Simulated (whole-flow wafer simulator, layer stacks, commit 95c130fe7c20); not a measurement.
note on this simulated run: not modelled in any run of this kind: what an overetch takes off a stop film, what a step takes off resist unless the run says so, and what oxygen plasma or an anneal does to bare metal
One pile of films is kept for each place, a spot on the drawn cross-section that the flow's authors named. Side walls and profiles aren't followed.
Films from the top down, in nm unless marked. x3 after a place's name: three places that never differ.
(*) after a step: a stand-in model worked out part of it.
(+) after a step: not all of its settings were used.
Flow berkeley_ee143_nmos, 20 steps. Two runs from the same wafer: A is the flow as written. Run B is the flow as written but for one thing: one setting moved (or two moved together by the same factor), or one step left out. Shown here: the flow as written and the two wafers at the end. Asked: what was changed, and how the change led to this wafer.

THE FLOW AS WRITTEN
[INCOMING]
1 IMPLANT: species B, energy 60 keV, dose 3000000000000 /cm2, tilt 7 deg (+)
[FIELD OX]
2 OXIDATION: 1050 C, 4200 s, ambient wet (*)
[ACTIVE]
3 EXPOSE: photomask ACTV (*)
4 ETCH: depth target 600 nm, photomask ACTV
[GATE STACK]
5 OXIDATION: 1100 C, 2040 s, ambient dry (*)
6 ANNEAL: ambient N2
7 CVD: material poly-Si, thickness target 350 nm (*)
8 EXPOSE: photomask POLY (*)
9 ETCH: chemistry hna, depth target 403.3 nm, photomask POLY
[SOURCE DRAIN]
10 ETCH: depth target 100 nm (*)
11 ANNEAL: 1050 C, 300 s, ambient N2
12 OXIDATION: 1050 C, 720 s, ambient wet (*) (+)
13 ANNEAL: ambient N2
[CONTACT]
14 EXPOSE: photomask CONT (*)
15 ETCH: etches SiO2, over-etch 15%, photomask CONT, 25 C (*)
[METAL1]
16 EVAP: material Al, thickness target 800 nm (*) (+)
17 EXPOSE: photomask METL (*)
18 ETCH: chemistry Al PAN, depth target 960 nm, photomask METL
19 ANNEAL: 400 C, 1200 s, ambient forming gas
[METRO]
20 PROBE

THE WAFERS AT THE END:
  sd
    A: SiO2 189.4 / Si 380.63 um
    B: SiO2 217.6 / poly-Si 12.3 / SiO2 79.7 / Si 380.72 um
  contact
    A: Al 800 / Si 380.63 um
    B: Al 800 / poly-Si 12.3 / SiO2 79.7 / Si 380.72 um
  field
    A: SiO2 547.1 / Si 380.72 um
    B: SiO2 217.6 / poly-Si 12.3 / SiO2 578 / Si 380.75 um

The cause: step 9, ETCH: depth target 242 nm was run, where the flow has depth target 403.3 nm.

How the change led to this, step by step:
  9 ETCH: chemistry hna, depth target 403.3 nm, photomask POLY
      sd, contact, field: A poly-Si -350 (all of it) | B poly-Si -242
  10 ETCH: depth target 100 nm (*)
      sd, contact: A SiO2 -79.7 (all of it) | B nothing
      field: A SiO2 -100 | B nothing
  12 OXIDATION: 1050 C, 720 s, ambient wet (*) (+)
      sd, contact: A SiO2 +189.4 (new film), Si -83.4 | B SiO2 +217.6 (new film), poly-Si -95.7
      field: A SiO2 +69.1, Si -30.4 | B SiO2 +217.6 (new film), poly-Si -95.7
  15 ETCH: etches SiO2, over-etch 15%, photomask CONT, 25 C (*)
      contact: A SiO2 -189.4 (all of it) | B SiO2 -217.6 (all of it)
